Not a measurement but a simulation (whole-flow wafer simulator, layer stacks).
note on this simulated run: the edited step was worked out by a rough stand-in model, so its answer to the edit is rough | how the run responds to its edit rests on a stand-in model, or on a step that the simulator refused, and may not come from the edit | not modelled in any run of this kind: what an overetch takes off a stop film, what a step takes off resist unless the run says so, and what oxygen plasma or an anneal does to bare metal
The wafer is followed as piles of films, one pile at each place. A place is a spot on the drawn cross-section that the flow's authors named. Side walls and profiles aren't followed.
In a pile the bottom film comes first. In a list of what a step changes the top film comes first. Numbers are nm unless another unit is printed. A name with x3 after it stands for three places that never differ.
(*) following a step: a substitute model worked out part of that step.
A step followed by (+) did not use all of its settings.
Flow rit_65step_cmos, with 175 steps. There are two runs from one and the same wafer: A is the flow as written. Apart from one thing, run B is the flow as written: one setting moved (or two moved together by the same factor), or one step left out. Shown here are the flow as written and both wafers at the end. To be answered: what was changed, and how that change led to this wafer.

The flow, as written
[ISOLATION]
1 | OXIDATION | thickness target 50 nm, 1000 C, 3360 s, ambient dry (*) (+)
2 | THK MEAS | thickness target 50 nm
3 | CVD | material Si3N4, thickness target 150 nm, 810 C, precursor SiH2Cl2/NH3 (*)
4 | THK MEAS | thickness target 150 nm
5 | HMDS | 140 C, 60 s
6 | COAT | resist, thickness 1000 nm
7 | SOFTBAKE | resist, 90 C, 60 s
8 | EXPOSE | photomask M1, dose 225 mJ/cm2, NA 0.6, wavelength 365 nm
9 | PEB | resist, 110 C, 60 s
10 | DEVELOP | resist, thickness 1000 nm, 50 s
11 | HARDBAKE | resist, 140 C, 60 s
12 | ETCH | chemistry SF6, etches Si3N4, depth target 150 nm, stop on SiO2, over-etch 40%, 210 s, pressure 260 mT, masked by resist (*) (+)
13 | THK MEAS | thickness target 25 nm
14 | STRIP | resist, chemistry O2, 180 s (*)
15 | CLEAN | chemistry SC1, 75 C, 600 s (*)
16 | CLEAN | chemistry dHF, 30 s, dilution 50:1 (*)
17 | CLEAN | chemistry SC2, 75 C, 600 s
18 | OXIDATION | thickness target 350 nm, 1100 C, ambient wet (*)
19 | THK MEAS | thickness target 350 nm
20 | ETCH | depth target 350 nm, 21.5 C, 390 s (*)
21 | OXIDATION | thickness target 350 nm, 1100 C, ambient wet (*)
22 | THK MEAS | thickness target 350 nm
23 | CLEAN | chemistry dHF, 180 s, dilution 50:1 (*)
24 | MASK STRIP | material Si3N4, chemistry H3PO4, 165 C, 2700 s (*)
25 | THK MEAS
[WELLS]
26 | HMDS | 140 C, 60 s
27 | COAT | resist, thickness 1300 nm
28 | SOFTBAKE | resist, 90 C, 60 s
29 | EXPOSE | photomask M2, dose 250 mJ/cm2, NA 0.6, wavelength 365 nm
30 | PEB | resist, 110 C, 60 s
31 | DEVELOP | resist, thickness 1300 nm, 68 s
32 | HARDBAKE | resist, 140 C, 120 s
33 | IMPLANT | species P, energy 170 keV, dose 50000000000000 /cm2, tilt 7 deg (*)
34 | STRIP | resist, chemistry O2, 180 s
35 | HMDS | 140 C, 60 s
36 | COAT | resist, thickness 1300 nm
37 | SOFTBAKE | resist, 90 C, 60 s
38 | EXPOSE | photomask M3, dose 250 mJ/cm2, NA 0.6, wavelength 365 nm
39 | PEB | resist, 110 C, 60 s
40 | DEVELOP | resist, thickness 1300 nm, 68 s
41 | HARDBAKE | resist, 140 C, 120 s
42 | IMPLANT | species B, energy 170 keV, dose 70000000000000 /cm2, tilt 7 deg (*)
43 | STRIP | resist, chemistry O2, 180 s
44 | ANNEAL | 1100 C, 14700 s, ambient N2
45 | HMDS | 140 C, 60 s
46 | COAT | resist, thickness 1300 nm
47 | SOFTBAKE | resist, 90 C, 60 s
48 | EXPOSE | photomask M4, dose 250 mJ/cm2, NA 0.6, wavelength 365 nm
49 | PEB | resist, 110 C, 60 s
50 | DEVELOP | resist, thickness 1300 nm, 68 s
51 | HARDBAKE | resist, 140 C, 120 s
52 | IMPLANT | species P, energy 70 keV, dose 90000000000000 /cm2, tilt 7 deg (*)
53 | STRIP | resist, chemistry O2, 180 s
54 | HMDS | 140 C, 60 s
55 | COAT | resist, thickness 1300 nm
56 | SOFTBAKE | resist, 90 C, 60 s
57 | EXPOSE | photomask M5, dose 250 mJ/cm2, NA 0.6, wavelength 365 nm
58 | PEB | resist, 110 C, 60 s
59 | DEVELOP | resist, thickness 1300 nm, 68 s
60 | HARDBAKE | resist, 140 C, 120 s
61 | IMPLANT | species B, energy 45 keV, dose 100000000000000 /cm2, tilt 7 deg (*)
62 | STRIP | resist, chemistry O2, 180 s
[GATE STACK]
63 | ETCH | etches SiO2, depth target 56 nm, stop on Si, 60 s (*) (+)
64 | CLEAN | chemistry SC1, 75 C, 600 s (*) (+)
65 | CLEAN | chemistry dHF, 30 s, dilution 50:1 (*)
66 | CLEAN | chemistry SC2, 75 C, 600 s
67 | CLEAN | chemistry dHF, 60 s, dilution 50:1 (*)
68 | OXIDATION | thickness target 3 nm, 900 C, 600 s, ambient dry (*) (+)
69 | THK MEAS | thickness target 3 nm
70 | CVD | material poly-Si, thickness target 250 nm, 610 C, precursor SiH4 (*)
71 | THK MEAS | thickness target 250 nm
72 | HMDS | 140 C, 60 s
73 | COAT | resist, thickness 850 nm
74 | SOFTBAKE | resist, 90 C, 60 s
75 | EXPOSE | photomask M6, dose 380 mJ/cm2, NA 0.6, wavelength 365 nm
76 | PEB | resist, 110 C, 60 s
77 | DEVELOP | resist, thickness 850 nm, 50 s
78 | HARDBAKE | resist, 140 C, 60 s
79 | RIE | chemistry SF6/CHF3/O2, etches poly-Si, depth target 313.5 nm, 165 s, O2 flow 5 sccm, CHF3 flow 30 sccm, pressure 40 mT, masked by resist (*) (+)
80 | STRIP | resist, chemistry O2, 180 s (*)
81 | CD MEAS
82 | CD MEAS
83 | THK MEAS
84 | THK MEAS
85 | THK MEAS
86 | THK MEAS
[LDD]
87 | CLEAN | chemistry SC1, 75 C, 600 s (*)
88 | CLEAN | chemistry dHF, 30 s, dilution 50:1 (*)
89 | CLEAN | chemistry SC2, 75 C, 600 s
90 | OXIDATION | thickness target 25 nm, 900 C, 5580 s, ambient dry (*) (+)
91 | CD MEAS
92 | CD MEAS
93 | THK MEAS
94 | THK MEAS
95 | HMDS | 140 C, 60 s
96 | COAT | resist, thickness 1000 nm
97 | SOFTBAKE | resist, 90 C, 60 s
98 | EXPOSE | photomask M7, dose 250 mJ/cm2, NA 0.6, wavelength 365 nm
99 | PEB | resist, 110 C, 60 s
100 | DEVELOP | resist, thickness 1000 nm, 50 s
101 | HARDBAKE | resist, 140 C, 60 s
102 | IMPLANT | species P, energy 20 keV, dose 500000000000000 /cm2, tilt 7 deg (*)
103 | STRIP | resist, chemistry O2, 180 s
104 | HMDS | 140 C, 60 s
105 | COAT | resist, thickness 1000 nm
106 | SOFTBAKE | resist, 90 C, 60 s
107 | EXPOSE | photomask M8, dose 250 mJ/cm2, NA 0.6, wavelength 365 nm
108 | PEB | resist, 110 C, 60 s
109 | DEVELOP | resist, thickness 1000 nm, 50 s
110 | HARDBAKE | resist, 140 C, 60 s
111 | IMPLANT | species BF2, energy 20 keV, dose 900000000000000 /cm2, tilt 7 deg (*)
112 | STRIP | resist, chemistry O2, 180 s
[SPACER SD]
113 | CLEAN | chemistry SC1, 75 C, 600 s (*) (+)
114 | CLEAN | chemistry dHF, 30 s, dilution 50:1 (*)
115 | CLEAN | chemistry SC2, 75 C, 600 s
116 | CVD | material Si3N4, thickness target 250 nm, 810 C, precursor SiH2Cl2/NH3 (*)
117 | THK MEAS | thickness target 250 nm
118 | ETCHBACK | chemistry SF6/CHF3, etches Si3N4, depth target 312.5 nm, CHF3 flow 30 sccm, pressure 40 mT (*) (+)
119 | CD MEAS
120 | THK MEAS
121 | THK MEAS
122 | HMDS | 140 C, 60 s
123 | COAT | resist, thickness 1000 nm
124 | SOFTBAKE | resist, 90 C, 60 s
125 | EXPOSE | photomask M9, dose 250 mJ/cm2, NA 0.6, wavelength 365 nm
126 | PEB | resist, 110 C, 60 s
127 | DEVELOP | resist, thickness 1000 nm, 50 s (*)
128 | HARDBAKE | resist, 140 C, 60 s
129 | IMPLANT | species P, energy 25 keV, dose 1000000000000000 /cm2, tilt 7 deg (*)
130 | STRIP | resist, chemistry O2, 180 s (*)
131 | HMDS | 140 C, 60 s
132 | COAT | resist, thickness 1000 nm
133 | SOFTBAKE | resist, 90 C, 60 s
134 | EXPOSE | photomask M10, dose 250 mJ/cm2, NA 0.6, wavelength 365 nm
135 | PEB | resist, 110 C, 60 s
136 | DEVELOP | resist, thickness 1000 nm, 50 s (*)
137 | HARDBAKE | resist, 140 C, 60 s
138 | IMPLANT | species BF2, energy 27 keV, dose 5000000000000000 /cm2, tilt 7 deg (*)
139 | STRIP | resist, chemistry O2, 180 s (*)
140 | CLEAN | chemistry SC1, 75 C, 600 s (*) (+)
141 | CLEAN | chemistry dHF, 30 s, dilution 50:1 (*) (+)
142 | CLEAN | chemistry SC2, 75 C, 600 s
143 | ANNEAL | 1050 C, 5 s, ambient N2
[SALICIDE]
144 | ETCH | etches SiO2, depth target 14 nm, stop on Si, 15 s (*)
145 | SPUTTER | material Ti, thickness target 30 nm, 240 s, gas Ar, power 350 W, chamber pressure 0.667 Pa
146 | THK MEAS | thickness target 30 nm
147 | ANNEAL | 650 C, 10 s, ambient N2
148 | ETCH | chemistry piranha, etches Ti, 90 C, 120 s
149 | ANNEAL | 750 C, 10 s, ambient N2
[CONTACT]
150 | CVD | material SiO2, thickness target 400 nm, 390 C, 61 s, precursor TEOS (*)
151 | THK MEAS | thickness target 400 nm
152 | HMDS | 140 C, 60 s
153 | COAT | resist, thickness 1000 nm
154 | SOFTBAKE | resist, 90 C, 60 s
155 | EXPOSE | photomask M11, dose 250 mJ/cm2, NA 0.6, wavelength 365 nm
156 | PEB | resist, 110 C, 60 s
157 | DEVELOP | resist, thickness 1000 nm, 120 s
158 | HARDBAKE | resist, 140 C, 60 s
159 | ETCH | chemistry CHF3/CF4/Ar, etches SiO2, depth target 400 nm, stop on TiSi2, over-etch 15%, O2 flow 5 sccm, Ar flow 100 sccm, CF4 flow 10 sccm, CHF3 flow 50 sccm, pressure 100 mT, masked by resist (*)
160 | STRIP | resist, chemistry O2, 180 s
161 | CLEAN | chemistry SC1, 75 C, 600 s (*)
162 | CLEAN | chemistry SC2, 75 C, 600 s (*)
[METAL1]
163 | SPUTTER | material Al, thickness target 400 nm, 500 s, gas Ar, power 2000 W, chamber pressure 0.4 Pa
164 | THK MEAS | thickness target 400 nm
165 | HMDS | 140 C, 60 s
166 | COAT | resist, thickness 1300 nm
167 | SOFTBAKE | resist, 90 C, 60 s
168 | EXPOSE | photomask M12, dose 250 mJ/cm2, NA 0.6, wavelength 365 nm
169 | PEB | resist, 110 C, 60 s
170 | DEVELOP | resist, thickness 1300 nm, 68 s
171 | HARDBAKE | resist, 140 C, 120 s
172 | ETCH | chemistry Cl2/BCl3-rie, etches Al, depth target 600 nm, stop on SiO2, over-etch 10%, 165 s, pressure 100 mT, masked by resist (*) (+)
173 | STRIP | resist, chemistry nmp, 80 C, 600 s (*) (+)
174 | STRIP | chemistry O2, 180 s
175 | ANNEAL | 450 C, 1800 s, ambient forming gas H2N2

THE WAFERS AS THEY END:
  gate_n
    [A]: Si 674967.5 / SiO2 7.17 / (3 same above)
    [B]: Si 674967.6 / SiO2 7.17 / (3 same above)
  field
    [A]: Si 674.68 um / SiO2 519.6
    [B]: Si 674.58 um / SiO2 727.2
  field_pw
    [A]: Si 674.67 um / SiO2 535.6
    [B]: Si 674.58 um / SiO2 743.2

What caused this: step 21, OXIDATION: thickness target 560 nm was run, whereas the flow has thickness target 350 nm.

How this came from the change, step by step:
  21 | OXIDATION | thickness target 350 nm, 1100 C, ambient wet (*)
      active_n, active_p, gate_n and 7 more: A +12 SiO2 (new film), -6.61 Si3N4 | B +21.8 SiO2 (new film), -12 Si3N4
      field, field_pw, field_nw, field_p: A +350 SiO2 (new film), -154 Si | B +560 SiO2 (new film), -246.4 Si
  23 | CLEAN | chemistry dHF, 180 s, dilution 50:1 (*)
      active_n, active_p, gate_n and 7 more: A -12 SiO2 (all of it), -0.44 Si3N4 | B -16.7 SiO2
  24 | MASK STRIP | material Si3N4, chemistry H3PO4, 165 C, 2700 s (*)
      active_n, active_p, gate_n and 7 more: A -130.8 Si3N4 (all of it), -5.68 SiO2 | B -5.13 SiO2 (all of it), -125.8 Si3N4 (all of it), -0.74 SiO2
  27 | COAT | resist, thickness 1300 nm
      field_pw, field_nw: A +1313 resist (new film) | B +1251.9 resist (new film)
      field: A +1315.7 resist (new film) | B +1232.9 resist (new film)
      (as well as at 1 more place)
  30 | PEB | resist, 110 C, 60 s
      field, field_p: A -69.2 resist | B -64.7 resist
      field_pw, field_nw: A -69.1 resist | B -65.8 resist
  31 | DEVELOP | resist, thickness 1300 nm, 68 s
      field_nw: A -1243.9 resist (all of it) | B -1186 resist (all of it)
      field_p: A -1246.4 resist (all of it) | B -1168.5 resist (all of it)
  32 | HARDBAKE | resist, 140 C, 120 s
      field: A -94 resist | B -87.3 resist
      field_pw: A -93.8 resist | B -89.4 resist
  34 | STRIP | resist, chemistry O2, 180 s
      field: A -1152.5 resist (all of it) | B -1080.9 resist (all of it)
      field_pw: A -1150.2 resist (all of it) | B -1096.6 resist (all of it)
  36 | COAT | resist, thickness 1300 nm
      field_pw, field_nw: A +1313 resist (new film) | B +1251.9 resist (new film)
      field: A +1315.7 resist (new film) | B +1232.9 resist (new film)
      (as well as at 1 more place)
  39 | PEB | resist, 110 C, 60 s
      field, field_p: A -69.2 resist | B -64.7 resist
      field_pw, field_nw: A -69.1 resist | B -65.8 resist
  40 | DEVELOP | resist, thickness 1300 nm, 68 s
      field: A -1246.5 resist (all of it) | B -1168.3 resist (all of it)
      field_pw: A -1243.9 resist (all of it) | B -1186 resist (all of it)
  41 | HARDBAKE | resist, 140 C, 120 s
      field_nw: A -93.8 resist | B -89.4 resist
      field_p: A -94 resist | B -87.3 resist
  43 | STRIP | resist, chemistry O2, 180 s
      field_nw: A -1150.2 resist (all of it) | B -1096.6 resist (all of it)
      field_p: A -1152.5 resist (all of it) | B -1081.1 resist (all of it)
  46 | COAT | resist, thickness 1300 nm
      field_pw, field_nw: A +1313 resist (new film) | B +1251.9 resist (new film)
      field: A +1315.7 resist (new film) | B +1232.9 resist (new film)
      (as well as at 1 more place)
  49 | PEB | resist, 110 C, 60 s
      field, field_p: A -69.2 resist | B -64.7 resist
      field_pw, field_nw: A -69.1 resist | B -65.8 resist
  50 | DEVELOP | resist, thickness 1300 nm, 68 s
      field_nw: A -1243.9 resist (all of it) | B -1186 resist (all of it)
      field_p: A -1246.4 resist (all of it) | B -1168.5 resist (all of it)
  ... 38 other steps ...
  170 | DEVELOP | resist, thickness 1300 nm, 68 s
      field: A -1316.6 resist (all of it) | B -1230.5 resist (all of it)
      field_pw: A -1285.5 resist (all of it) | B -1223.9 resist (all of it)
      (as well as at 2 more places)
